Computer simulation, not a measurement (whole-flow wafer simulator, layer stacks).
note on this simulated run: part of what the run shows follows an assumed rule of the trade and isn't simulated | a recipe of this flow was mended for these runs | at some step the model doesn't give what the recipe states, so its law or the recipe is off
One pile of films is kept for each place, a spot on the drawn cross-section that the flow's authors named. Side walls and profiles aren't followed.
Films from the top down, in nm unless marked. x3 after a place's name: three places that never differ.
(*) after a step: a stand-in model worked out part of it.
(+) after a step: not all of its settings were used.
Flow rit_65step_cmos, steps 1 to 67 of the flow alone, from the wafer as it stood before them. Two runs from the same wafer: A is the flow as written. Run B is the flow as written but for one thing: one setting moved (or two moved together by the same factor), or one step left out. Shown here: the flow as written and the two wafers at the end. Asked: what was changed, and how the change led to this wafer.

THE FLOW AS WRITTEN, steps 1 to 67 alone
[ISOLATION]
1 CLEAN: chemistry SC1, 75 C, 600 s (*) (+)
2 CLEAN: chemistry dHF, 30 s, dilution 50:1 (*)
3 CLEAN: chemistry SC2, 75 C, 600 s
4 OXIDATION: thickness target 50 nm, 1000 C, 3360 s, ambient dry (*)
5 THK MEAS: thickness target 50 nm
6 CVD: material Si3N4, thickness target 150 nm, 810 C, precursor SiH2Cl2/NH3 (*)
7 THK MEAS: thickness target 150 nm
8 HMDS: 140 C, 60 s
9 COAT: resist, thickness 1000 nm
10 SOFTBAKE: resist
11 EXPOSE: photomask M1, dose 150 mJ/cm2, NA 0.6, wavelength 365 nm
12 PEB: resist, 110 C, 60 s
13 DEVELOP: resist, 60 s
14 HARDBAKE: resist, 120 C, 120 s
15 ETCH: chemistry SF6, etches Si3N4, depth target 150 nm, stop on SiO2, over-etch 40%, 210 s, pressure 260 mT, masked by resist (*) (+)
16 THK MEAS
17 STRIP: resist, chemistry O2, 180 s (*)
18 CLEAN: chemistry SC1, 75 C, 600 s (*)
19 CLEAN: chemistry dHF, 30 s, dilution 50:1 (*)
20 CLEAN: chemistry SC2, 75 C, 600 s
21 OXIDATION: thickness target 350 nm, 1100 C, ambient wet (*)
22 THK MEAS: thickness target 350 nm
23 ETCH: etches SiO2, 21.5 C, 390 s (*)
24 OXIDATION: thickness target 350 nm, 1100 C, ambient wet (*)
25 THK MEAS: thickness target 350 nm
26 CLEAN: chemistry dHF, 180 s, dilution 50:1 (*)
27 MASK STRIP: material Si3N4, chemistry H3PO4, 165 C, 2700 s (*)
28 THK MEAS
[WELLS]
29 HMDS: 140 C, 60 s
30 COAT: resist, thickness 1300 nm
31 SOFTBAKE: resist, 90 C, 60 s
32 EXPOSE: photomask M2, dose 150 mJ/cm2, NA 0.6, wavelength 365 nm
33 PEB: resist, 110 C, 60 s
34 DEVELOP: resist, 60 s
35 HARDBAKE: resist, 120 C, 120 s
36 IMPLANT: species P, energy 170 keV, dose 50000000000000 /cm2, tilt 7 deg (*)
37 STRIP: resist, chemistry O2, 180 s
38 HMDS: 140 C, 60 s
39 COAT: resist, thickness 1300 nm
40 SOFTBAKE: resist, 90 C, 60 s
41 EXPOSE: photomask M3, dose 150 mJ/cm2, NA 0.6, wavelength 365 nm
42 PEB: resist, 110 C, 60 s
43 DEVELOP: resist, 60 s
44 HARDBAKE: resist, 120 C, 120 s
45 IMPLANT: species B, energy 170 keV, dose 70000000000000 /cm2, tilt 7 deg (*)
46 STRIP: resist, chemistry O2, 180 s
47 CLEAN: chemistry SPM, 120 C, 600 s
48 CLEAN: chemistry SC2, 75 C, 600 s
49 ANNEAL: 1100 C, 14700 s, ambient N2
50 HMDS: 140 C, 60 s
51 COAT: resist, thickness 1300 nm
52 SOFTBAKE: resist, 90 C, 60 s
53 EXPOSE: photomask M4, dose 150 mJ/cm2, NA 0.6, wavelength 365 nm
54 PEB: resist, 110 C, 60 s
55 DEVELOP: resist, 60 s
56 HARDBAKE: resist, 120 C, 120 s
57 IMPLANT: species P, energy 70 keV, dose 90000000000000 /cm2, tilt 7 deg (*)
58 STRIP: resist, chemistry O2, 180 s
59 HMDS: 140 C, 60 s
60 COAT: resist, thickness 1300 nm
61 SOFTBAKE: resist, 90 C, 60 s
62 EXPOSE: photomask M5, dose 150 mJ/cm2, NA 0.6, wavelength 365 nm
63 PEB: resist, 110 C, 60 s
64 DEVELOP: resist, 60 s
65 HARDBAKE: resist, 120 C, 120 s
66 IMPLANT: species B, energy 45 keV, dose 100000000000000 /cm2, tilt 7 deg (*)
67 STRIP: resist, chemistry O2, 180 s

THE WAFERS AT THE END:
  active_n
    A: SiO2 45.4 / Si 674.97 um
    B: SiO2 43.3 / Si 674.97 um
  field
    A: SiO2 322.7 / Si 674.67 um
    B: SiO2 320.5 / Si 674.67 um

The cause: step 27, MASK STRIP: 3240 s was run, where the flow has 2700 s.

How the change led to this, step by step:
  27 MASK STRIP: material Si3N4, chemistry H3PO4, 165 C, 2700 s (*)
      active_n, active_p, gate_n and 7 more: A Si3N4 -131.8 (all of it), SiO2 -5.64 | B Si3N4 -131.8 (all of it), SiO2 -7.77
      field, field_pw, field_nw, field_p: A SiO2 -10.7 | B SiO2 -12.8
